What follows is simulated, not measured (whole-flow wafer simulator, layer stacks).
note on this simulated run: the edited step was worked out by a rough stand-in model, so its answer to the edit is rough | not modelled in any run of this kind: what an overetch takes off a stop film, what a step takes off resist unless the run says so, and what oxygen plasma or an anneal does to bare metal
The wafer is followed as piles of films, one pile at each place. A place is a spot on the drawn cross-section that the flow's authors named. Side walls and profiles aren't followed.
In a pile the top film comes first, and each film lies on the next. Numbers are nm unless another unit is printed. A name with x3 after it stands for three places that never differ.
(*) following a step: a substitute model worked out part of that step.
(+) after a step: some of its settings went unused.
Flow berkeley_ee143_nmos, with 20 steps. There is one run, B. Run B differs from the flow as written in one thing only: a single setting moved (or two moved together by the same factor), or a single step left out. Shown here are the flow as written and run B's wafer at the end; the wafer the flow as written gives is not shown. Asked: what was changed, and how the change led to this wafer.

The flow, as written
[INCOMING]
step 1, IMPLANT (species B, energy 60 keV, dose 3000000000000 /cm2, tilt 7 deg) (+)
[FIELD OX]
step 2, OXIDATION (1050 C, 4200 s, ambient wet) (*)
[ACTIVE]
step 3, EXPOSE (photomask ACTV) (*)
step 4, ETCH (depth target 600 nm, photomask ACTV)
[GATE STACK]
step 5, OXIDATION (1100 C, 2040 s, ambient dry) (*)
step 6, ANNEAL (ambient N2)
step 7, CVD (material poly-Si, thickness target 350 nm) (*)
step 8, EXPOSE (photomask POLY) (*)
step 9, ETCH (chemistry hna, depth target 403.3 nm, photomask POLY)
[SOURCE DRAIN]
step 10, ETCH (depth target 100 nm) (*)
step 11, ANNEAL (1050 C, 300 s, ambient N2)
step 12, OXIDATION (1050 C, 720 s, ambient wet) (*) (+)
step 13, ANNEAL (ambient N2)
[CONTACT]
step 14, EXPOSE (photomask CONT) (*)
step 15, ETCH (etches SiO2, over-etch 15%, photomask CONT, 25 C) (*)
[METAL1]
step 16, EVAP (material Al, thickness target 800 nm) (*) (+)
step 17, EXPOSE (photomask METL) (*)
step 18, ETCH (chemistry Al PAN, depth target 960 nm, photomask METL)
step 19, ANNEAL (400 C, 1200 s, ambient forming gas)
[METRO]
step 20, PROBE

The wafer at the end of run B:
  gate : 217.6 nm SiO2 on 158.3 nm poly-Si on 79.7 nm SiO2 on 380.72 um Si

Cause: step 7, CVD: thickness target 254 nm was run, though the flow has thickness target 350 nm.

Step by step, how the change led to this:
  step 7, CVD (material poly-Si, thickness target 350 nm) (*)
      gate, sd, contact, field: poly-Si gains 254 (new film) (in the flow as written it would be: poly-Si gains 350 (new film))
  step 9, ETCH (chemistry hna, depth target 403.3 nm, photomask POLY)
      sd, contact, field: poly-Si loses 254 (all of it) (in the flow as written it would be: poly-Si loses 350 (all of it))
